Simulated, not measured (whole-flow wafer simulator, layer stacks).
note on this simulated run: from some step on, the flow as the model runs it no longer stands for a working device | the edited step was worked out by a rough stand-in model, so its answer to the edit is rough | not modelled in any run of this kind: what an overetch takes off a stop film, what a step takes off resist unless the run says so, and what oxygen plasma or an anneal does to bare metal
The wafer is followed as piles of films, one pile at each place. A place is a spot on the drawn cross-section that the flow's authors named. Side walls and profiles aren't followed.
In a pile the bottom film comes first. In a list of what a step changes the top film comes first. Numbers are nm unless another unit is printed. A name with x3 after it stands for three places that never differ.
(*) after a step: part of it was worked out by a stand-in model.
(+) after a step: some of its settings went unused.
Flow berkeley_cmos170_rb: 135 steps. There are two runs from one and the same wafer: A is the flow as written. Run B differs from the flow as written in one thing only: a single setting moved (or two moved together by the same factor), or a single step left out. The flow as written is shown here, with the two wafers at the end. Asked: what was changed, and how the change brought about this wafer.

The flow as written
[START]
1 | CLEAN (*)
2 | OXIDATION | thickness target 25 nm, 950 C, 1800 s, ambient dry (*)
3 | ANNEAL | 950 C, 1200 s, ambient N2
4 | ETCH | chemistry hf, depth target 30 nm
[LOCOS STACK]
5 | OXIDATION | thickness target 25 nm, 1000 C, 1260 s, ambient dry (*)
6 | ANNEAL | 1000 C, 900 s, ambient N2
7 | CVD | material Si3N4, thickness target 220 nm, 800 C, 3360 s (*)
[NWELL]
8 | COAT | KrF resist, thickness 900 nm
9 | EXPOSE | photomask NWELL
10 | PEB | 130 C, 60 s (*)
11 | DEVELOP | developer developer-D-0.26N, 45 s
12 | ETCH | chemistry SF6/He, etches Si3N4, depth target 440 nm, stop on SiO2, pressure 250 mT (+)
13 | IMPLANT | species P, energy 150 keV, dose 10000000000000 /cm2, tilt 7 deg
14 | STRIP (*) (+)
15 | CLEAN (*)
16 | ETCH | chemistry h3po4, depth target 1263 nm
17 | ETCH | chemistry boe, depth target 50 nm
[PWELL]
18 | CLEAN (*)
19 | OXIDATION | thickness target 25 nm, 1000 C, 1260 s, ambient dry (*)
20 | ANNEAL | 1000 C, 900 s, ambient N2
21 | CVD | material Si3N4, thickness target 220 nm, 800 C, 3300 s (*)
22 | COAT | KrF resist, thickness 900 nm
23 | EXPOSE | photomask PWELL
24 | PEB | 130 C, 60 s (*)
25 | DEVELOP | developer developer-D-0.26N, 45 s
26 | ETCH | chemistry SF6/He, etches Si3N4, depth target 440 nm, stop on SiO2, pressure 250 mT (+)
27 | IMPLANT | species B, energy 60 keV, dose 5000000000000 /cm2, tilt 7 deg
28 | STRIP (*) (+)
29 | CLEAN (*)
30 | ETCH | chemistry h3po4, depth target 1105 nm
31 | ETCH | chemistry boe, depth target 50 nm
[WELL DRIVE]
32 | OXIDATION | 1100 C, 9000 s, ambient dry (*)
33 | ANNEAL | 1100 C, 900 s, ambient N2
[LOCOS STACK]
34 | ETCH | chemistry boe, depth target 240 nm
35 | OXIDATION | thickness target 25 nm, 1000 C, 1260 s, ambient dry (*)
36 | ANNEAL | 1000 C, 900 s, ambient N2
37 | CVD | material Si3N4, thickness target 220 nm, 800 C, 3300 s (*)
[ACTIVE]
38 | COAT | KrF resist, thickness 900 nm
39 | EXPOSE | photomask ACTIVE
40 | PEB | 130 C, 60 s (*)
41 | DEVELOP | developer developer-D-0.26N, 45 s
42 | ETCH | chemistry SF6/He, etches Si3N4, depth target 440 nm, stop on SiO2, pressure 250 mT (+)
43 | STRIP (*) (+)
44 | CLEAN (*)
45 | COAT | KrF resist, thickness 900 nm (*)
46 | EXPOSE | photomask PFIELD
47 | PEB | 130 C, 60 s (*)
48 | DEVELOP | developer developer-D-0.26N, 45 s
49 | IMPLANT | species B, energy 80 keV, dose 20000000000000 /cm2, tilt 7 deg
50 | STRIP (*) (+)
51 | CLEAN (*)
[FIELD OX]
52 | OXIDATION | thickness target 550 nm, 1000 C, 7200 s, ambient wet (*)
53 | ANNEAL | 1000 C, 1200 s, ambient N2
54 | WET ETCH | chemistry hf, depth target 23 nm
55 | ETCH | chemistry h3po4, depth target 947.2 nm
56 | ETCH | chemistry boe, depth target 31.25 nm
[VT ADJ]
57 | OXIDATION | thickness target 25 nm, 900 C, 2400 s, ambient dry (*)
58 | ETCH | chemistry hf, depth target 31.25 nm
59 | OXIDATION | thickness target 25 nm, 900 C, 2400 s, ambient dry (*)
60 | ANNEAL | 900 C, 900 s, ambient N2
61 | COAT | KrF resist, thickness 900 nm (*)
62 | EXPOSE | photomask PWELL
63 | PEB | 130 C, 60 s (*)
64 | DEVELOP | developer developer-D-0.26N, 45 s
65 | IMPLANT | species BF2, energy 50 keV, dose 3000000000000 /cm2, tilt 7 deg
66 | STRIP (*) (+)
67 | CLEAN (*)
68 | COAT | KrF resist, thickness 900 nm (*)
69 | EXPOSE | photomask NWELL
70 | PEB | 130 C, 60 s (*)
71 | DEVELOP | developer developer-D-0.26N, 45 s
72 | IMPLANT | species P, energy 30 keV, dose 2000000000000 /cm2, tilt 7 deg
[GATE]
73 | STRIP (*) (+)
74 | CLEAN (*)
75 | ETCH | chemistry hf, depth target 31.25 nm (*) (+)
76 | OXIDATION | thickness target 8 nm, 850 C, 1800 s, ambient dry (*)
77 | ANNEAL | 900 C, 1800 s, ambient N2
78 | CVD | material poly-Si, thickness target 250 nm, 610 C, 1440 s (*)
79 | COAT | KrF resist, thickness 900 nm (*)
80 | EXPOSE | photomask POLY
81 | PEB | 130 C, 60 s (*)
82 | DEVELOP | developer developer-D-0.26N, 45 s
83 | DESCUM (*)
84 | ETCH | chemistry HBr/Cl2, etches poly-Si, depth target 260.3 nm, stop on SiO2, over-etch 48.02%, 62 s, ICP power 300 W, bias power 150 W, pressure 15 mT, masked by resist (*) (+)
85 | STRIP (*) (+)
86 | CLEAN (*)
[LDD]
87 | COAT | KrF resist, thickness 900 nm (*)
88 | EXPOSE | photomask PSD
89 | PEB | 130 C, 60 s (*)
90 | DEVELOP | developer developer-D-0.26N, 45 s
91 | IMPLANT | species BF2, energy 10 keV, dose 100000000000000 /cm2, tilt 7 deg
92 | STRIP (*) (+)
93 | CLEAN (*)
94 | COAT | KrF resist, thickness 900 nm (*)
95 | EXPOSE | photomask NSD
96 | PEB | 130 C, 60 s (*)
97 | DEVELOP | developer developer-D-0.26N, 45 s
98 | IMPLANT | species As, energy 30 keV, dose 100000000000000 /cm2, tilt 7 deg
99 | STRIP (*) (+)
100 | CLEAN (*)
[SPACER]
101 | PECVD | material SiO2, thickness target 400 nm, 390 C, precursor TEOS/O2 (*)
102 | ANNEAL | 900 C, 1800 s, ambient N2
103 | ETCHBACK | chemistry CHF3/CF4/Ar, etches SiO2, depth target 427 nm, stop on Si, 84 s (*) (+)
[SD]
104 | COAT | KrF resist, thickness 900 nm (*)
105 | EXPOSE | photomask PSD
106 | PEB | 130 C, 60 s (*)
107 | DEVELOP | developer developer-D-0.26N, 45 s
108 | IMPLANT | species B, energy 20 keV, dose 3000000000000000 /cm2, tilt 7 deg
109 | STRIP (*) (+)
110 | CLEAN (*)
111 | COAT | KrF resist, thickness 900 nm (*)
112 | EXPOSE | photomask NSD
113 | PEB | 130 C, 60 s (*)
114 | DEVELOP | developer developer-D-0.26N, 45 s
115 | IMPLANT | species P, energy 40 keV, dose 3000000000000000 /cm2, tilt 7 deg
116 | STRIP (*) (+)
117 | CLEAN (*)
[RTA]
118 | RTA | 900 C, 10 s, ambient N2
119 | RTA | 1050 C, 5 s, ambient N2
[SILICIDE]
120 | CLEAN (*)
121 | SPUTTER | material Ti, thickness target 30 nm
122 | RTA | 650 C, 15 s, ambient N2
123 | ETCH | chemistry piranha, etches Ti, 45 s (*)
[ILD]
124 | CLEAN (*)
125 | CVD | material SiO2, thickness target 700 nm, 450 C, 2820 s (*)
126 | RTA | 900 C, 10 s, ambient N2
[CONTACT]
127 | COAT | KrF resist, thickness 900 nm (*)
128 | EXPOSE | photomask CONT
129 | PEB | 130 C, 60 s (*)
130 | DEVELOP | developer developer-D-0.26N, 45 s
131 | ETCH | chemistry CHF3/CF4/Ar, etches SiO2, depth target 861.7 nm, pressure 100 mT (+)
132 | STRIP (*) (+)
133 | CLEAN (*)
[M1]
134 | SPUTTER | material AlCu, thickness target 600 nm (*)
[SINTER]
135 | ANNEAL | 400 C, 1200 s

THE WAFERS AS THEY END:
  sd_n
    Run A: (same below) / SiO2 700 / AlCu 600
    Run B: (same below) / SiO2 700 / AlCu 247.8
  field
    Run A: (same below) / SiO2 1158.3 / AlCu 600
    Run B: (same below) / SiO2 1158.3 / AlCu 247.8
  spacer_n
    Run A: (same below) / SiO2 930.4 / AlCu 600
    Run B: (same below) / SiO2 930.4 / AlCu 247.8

What caused this: step 134, SPUTTER: thickness target 247.8 nm was run, while the flow as written has thickness target 600 nm.
The wafer lets one read it off: sd_n has AlCu 247.8, and step 134 as written asks for 600 nm.

The path from the change to this, step by step:
  134 | SPUTTER | material AlCu, thickness target 600 nm (*)
      field, sd_n, spacer_n, gate, spacer_p, gate_p, m1: A AlCu gains 600 (new film) | B AlCu gains 247.8 (new film)
      sd_p: A AlCu gains 545.9 (new film) | B AlCu gains 220.4 (new film)
      (and at 1 other place as well)
